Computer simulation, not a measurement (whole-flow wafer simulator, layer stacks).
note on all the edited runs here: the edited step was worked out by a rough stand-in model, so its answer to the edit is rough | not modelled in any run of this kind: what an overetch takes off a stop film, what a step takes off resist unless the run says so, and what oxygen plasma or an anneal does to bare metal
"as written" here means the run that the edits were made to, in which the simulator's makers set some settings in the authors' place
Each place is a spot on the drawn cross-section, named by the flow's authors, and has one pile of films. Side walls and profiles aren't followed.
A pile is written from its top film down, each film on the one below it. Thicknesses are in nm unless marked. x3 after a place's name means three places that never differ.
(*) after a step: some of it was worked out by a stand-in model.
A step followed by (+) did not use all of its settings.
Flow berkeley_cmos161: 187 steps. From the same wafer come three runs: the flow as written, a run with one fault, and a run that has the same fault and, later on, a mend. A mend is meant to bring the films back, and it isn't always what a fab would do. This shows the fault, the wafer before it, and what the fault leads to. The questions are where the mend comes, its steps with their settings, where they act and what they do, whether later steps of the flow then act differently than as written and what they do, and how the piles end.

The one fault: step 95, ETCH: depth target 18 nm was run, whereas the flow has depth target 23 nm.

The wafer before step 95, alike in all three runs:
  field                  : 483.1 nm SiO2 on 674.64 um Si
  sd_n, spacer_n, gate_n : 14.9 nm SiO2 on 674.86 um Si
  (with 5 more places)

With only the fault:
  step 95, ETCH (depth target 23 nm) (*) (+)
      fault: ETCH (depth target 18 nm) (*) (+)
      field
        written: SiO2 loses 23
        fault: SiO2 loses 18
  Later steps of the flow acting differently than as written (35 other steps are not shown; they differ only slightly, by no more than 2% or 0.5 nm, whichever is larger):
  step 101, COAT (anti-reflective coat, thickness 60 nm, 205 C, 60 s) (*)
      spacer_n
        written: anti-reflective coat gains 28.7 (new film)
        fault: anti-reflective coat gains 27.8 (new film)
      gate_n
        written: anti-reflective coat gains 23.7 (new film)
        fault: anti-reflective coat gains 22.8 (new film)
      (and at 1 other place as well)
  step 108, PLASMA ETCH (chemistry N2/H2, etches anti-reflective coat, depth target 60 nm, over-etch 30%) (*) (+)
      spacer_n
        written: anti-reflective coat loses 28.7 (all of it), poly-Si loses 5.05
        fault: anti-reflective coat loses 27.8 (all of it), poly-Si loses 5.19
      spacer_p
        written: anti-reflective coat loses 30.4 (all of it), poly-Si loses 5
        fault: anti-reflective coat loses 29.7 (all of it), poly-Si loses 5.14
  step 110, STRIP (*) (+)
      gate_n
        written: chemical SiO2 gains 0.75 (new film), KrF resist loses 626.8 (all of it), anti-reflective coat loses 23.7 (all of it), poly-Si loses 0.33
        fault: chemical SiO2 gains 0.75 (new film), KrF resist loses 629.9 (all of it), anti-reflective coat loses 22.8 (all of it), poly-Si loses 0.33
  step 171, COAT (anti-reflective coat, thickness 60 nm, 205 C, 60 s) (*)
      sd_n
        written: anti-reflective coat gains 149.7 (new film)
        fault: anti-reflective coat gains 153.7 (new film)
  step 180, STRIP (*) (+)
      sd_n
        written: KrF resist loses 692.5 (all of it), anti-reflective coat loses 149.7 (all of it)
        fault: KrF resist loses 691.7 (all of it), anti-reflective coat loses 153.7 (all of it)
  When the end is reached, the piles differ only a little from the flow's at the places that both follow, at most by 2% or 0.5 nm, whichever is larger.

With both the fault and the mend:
  The mend follows step 95.
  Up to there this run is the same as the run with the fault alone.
  step 95a, ETCH (depth target 5 nm) (*) (+) (the flow's step 95, run once more with other settings)
      field
        SiO2 loses 5
  Later steps of the flow that are run all act as written at every place that is followed.
  The piles end the same as the flow's at every place that both follow.
